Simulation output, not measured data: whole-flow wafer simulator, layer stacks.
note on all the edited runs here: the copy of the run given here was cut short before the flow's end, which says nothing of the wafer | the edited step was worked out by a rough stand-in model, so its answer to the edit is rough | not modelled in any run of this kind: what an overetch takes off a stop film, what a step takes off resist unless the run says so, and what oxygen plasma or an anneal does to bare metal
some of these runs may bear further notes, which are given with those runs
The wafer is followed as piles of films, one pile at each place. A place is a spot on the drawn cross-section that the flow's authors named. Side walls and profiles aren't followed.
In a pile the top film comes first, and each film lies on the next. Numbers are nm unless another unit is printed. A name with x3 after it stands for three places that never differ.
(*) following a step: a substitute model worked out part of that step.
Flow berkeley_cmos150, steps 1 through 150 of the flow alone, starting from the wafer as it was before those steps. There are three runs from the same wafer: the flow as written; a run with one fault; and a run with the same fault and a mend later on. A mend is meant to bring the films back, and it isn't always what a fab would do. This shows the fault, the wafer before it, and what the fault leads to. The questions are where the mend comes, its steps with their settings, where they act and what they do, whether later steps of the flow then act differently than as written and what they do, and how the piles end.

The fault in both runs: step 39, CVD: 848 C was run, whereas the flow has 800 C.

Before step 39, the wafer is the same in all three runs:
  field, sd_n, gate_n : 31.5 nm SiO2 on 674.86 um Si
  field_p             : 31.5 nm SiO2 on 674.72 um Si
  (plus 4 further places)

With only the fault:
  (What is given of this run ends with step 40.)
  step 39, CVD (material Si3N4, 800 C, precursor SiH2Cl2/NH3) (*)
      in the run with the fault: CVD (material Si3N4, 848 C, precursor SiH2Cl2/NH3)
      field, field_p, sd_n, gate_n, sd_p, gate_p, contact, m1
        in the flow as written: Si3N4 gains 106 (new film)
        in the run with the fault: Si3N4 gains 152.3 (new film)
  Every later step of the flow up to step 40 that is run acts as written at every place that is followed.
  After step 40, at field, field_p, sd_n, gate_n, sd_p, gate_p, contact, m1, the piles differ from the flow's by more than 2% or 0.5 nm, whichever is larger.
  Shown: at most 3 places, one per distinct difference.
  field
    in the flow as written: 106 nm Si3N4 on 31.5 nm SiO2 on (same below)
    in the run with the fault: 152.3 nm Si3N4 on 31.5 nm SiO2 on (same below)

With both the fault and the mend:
  The mend follows step 39.
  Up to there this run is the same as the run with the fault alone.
  step 39a, HM STRIP (material Si3N4, chemistry H3PO4, 130 C, 1557 s) (*) (the flow's step 24 again, with other settings)
      field, field_p, sd_n, gate_n, sd_p, gate_p, contact, m1
        Si3N4 loses 46.3
  Every later step of the flow that is run acts as written, at every place that is followed, to within 2% or 0.5 nm, whichever is larger.
  At every place that both follow, the piles at the end match the flow's.
